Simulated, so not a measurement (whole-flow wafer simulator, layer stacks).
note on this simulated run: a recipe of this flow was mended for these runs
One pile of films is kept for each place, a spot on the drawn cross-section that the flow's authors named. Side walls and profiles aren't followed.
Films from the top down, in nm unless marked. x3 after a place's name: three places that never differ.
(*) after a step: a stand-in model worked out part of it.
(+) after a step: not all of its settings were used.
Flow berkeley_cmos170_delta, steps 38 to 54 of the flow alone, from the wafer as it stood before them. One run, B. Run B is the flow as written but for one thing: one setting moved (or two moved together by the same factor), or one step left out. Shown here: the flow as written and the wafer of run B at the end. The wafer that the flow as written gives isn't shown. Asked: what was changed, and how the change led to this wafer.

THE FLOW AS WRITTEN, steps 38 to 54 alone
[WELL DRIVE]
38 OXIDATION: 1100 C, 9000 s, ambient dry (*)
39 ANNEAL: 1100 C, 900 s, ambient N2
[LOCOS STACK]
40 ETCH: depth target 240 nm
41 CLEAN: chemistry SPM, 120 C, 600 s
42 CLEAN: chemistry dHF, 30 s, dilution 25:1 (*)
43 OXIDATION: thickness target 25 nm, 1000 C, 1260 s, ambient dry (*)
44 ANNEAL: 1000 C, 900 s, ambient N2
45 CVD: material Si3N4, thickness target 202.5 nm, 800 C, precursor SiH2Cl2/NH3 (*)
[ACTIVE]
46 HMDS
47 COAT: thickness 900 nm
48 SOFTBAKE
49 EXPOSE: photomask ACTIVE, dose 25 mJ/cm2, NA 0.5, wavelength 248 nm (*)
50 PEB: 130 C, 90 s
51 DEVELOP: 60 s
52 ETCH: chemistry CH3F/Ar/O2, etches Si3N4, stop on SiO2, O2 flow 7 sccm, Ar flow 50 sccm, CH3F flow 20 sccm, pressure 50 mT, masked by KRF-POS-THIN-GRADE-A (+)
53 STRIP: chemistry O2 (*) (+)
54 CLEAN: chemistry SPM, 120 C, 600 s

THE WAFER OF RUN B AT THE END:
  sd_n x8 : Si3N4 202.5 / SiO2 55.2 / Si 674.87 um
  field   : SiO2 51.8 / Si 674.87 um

The cause: step 40, ETCH: depth target 154 nm was run, where the flow has depth target 240 nm.

How the change led to this, step by step:
  40 ETCH: depth target 240 nm
      field, sd_n x8: SiO2 -154 (as written it would be: SiO2 -197.6 (all of it))
  41 CLEAN: chemistry SPM, 120 C, 600 s
      field, sd_n x8: nothing (as written it would be: chemical SiO2 +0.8 (new film), Si -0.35)
  42 CLEAN: chemistry dHF, 30 s, dilution 25:1 (*)
      field, sd_n x8: SiO2 -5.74 (as written it would be: chemical SiO2 -0.8 (all of it))
  43 OXIDATION: thickness target 25 nm, 1000 C, 1260 s, ambient dry (*)
      field, sd_n x8: SiO2 +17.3, Si -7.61 (as written it would be: SiO2 +26.6 (new film), Si -11.7)
